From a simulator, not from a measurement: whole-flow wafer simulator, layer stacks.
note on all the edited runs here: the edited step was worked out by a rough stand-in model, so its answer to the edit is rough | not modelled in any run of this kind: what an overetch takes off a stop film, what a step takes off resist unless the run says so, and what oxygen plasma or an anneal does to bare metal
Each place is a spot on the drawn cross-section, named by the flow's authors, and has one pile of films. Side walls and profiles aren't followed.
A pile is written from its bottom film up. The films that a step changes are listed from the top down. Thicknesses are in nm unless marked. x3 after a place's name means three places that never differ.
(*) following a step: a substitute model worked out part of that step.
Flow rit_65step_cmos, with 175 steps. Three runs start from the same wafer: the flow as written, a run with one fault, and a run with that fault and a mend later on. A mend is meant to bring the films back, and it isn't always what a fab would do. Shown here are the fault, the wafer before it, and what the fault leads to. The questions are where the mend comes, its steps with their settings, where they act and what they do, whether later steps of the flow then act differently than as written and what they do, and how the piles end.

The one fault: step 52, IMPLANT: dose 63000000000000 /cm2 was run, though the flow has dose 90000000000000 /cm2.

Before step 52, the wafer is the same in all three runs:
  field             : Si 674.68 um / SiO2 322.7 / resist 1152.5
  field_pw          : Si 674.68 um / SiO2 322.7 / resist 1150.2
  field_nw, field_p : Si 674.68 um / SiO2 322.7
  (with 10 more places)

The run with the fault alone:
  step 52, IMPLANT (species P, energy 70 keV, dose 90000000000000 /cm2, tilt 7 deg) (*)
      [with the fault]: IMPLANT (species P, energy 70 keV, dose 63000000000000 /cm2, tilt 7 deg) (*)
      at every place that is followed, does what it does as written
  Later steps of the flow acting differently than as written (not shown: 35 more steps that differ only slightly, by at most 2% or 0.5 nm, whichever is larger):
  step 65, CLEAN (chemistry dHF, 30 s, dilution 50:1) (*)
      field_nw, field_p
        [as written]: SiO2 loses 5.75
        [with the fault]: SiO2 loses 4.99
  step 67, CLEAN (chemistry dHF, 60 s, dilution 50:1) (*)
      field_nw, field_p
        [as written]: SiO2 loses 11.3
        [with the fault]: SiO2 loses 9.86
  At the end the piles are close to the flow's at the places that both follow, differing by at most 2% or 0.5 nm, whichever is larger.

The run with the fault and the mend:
  The mend follows step 52.
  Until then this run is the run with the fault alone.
  step 52a, IMPLANT (species P, energy 70 keV, dose 27000000000000 /cm2, tilt 7 deg) (*) (the flow's step 52, run once more with other settings)
      alters no film at any place that is followed
  Later steps of the flow that are run all act as written at every place that is followed.
  At every place that both follow, the piles at the end match the flow's.
